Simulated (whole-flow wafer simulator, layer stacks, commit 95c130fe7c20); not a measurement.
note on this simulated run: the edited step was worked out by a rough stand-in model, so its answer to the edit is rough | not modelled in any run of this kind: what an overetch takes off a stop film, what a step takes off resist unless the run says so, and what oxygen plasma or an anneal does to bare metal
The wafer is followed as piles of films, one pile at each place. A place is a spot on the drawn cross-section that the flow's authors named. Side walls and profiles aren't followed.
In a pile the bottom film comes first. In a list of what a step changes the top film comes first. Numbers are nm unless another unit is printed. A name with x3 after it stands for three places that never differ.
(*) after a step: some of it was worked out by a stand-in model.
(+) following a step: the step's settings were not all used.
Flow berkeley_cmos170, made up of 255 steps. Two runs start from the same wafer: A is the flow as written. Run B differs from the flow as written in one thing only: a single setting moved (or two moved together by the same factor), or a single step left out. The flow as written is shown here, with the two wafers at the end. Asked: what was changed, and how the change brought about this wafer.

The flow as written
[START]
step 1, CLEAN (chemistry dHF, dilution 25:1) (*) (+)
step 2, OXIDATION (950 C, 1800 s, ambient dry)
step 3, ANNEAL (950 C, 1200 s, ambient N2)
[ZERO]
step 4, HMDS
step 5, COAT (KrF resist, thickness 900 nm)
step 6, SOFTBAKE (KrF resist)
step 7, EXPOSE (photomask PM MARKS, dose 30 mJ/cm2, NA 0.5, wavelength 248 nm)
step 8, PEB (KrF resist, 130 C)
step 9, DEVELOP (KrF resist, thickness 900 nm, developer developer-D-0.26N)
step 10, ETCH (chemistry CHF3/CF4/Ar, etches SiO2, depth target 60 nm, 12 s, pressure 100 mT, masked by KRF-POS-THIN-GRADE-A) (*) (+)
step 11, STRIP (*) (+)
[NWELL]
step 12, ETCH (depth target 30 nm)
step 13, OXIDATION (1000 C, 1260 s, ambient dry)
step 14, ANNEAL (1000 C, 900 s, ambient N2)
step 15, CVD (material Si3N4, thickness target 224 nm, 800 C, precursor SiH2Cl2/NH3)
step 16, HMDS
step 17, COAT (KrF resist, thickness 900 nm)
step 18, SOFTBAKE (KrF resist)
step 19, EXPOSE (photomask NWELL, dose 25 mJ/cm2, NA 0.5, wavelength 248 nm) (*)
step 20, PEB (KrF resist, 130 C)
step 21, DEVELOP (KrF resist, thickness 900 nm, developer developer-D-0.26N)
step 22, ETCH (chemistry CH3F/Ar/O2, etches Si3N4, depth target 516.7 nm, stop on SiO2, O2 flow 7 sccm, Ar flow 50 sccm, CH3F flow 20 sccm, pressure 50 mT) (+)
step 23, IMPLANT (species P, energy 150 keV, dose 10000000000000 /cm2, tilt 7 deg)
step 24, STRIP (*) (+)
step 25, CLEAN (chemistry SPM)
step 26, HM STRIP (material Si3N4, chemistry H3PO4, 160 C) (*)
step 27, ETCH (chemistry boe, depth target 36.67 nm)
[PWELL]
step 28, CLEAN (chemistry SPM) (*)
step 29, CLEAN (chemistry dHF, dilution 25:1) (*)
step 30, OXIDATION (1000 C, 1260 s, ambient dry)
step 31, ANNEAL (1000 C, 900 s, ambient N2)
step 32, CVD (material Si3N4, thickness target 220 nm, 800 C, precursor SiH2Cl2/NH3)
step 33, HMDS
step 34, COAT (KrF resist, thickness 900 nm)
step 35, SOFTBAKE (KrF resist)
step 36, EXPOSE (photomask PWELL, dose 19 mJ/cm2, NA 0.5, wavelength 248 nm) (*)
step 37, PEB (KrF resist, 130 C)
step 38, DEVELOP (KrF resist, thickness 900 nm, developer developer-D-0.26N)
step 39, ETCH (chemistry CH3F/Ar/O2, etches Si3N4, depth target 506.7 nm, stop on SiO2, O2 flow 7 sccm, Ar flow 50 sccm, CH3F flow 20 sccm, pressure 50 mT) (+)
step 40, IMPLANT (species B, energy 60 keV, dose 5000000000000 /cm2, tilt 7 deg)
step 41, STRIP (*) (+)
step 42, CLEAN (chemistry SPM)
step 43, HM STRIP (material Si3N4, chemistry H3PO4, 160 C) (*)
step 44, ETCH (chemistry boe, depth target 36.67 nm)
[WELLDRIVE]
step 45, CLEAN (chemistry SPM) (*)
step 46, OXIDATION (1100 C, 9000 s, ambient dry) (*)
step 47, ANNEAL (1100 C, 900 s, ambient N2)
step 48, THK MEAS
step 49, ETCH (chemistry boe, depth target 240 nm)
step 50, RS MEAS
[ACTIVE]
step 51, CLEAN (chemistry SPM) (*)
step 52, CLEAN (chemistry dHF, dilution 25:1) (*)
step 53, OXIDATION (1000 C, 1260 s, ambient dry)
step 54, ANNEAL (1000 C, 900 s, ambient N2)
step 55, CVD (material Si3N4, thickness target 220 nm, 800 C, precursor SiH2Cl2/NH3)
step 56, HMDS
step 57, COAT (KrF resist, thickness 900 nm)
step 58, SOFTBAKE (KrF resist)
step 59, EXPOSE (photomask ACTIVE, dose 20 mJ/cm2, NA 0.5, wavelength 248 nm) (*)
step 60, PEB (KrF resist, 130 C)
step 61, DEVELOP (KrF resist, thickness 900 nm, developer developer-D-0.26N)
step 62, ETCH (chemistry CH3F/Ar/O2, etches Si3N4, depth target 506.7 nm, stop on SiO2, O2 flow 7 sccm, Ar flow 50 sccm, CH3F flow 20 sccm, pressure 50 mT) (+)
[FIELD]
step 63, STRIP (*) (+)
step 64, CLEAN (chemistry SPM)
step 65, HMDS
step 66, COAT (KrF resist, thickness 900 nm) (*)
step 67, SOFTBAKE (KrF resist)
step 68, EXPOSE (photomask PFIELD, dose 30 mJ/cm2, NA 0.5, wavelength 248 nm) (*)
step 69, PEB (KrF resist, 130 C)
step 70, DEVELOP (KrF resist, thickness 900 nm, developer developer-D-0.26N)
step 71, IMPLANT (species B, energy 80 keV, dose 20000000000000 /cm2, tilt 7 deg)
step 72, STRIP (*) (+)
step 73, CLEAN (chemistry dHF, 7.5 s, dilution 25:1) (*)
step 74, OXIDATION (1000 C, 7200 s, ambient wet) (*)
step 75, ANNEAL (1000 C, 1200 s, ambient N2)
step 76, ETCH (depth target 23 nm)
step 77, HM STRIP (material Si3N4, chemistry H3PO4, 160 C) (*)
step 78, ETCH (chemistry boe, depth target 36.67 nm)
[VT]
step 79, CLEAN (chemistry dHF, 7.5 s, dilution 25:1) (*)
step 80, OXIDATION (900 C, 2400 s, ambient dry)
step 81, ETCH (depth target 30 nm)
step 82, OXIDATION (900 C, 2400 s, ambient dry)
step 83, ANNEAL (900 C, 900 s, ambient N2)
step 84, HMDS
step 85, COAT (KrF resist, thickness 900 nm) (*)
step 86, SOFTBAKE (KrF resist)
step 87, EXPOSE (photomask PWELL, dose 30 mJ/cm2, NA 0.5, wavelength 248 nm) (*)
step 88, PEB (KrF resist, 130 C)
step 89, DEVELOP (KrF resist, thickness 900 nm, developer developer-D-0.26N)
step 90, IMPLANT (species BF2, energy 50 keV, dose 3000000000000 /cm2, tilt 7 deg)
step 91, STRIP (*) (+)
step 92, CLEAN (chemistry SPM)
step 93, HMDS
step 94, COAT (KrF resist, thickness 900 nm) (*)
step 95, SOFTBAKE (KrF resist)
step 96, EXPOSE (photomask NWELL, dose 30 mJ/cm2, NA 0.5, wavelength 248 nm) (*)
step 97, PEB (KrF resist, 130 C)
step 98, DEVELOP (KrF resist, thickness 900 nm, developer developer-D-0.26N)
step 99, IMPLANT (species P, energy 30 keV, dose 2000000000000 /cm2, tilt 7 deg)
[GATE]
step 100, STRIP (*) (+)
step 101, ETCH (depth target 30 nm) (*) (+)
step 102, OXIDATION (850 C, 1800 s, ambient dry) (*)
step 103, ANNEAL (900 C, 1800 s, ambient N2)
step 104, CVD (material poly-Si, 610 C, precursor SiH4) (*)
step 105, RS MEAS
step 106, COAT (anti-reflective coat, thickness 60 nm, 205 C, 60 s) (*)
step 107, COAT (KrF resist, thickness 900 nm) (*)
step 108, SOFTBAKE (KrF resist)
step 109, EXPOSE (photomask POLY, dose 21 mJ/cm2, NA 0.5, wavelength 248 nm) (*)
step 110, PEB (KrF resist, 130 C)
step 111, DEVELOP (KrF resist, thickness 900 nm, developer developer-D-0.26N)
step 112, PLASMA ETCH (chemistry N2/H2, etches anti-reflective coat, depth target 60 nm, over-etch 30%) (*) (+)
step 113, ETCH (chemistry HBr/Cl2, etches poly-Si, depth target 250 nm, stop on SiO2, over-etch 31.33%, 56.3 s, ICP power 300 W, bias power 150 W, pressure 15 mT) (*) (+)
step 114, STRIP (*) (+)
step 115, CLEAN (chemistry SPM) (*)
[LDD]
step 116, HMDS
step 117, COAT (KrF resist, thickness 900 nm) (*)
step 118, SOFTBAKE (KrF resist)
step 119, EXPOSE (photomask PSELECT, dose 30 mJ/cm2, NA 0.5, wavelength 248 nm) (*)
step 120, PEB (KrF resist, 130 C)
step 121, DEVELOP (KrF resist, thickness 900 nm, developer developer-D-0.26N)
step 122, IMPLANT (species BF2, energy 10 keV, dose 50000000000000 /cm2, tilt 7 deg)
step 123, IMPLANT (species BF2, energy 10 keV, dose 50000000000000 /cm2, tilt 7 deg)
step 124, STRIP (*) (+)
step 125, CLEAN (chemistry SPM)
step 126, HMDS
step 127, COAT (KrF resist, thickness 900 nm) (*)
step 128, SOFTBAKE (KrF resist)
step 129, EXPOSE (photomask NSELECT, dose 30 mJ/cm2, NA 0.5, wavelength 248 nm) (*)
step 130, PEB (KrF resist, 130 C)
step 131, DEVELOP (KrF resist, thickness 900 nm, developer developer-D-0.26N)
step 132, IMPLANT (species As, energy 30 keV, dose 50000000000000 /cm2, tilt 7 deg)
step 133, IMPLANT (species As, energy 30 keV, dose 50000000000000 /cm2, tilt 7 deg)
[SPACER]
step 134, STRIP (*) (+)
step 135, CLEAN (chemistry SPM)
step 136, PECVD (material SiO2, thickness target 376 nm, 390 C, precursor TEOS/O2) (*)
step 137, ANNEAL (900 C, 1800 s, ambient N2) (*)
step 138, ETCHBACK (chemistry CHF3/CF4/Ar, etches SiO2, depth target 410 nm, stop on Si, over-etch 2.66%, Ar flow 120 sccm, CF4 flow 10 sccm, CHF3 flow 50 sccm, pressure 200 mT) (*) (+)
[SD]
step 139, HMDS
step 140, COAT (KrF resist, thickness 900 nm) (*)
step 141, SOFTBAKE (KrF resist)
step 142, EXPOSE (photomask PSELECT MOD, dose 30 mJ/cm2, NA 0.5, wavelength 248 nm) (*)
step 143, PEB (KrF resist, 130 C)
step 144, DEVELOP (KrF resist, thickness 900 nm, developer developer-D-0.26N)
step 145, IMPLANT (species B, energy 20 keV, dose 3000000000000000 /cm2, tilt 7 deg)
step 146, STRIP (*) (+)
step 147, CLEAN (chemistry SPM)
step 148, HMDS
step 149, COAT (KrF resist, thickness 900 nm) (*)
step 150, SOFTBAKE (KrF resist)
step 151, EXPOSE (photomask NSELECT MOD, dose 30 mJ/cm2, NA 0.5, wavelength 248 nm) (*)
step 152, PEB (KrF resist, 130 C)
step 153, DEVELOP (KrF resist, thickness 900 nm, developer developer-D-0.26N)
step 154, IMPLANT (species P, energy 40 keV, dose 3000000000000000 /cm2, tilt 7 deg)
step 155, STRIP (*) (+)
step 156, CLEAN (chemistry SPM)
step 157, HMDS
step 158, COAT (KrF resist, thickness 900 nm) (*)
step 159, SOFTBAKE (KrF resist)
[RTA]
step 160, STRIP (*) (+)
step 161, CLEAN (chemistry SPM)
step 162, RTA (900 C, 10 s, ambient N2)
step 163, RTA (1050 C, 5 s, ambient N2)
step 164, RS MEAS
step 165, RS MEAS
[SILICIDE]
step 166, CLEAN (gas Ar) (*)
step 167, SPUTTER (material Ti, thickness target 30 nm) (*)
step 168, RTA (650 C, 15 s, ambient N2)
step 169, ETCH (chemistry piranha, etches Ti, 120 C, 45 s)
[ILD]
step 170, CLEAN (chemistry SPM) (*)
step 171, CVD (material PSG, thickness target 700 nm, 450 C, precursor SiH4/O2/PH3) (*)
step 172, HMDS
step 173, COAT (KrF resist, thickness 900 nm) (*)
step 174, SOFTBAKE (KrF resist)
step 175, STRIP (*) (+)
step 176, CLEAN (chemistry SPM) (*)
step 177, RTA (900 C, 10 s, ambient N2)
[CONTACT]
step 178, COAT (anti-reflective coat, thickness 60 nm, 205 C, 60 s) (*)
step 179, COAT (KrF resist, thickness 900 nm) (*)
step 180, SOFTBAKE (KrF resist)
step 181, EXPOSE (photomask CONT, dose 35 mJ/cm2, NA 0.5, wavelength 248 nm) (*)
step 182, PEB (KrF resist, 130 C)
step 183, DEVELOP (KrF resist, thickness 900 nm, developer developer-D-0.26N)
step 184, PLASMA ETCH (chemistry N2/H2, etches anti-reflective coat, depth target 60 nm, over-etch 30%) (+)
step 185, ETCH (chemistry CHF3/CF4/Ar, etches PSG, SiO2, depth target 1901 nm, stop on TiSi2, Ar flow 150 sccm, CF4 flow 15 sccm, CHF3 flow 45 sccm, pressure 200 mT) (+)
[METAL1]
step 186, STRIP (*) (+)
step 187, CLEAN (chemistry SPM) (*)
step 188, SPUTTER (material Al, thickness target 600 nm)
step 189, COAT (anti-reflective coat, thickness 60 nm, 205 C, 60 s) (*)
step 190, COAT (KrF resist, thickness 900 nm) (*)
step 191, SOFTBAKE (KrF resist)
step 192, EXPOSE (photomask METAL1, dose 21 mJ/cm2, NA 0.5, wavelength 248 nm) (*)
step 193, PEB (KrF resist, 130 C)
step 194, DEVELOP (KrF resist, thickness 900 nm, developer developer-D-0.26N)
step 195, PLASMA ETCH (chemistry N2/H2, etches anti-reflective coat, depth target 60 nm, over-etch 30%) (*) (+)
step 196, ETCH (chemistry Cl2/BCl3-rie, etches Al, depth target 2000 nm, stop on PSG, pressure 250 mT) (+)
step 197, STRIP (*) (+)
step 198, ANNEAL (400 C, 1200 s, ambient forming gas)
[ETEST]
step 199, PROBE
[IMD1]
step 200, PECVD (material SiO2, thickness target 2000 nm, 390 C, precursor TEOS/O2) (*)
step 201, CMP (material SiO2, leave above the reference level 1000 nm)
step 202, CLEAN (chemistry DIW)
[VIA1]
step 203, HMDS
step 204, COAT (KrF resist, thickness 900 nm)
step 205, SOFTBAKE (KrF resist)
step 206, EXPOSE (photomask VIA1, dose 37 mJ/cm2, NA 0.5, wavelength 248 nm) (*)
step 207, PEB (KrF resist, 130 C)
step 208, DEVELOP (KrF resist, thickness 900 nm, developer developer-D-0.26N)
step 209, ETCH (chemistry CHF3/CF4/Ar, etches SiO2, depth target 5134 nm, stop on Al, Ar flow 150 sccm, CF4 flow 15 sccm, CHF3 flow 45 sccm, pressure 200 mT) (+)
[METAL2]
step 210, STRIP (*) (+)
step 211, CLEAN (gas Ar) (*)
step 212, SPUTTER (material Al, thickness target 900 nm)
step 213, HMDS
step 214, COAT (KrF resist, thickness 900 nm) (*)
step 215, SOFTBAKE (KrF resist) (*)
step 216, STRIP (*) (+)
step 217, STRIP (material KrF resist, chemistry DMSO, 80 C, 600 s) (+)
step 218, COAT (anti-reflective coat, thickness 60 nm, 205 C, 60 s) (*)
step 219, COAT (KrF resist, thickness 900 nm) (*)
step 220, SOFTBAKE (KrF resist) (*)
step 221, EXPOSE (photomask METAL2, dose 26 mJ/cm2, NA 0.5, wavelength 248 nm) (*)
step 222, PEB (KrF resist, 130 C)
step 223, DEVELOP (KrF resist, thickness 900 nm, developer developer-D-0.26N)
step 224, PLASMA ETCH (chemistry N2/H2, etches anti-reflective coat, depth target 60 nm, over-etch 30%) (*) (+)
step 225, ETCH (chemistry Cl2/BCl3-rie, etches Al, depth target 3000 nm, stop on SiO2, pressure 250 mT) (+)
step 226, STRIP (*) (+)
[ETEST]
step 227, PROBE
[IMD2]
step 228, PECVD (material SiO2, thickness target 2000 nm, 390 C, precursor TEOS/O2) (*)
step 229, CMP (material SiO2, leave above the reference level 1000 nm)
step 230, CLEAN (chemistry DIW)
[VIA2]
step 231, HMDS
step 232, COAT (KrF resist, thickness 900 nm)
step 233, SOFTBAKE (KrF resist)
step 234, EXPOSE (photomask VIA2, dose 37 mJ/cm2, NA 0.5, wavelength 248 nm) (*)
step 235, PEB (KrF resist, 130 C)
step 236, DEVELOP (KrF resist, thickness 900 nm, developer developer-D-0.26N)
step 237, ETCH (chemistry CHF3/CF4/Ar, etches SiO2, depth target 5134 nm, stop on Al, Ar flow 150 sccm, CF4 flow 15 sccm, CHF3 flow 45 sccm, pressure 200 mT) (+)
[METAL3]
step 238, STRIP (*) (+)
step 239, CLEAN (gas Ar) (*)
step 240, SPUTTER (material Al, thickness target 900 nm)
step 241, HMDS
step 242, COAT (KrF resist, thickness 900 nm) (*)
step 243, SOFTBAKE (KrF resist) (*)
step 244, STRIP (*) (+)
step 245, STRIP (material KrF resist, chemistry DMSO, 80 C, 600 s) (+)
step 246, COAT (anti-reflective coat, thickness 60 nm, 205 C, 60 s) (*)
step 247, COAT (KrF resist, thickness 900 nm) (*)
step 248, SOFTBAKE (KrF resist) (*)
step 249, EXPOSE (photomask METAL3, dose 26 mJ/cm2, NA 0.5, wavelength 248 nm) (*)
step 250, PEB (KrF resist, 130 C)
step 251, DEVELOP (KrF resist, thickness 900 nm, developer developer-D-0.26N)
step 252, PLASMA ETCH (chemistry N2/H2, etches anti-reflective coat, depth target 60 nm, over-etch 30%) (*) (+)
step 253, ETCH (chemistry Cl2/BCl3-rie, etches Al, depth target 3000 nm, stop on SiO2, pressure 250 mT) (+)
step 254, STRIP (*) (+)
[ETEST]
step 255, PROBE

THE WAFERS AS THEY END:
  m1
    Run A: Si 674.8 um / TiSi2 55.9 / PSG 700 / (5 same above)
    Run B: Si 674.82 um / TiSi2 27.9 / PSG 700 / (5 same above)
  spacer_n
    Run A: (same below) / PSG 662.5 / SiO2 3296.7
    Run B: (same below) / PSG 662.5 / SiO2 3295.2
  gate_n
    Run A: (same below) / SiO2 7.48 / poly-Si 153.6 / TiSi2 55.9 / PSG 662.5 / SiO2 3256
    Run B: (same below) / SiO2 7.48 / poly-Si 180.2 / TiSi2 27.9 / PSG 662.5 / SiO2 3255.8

Cause: step 167, SPUTTER: thickness target 15 nm was run, whereas the flow has thickness target 30 nm.

The path from the change to this, step by step:
  step 167, SPUTTER (material Ti, thickness target 30 nm) (*)
      field, sd_n, spacer_n and 9 more: A Ti gains 30 (new film) | B Ti gains 15 (new film)
  step 168, RTA (650 C, 15 s, ambient N2)
      sd_n, sd_p, contact, m1, via1, m2, via2: A Ti loses 23.4, TiSi first gains 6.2 (new film), TiSi2 C49 gains 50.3 (new film), Si loses 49 | B Ti loses 11.7, TiSi2 C49 gains 29.8 (new film), Si loses 26.6
      gate_n, gate_p: A Ti loses 23.4, TiSi first gains 6.2 (new film), TiSi2 C49 gains 50.3 (new film), poly-Si loses 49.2 | B Ti loses 11.7, TiSi2 C49 gains 29.8 (new film), poly-Si loses 26.7
  step 169, ETCH (chemistry piranha, etches Ti, 120 C, 45 s)
      sd_n, gate_n, sd_p and 6 more: A Ti loses 6.6 (all of it), TiSi first loses 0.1 | B Ti loses 3.3 (all of it), TiSi2 C49 loses 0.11
      field, spacer_n, spacer_p: A Ti loses 30 (all of it) | B Ti loses 15 (all of it)
  step 177, RTA (900 C, 10 s, ambient N2)
      sd_n, sd_p, contact, m1, via1, m2, via2: A under 1 film: TiSi2 gains 55.9 (new film), TiSi first loses 6.09 (all of it), TiSi2 C49 loses 50.3 (all of it), Si loses 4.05 | B under 1 film: TiSi2 gains 27.9 (new film), TiSi2 C49 loses 29.7 (all of it)
      gate_n, gate_p: A under 1 film: TiSi2 gains 55.9 (new film), TiSi first loses 6.09 (all of it), TiSi2 C49 loses 50.3 (all of it), poly-Si loses 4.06 | B under 1 film: TiSi2 gains 27.9 (new film), TiSi2 C49 loses 29.7 (all of it)
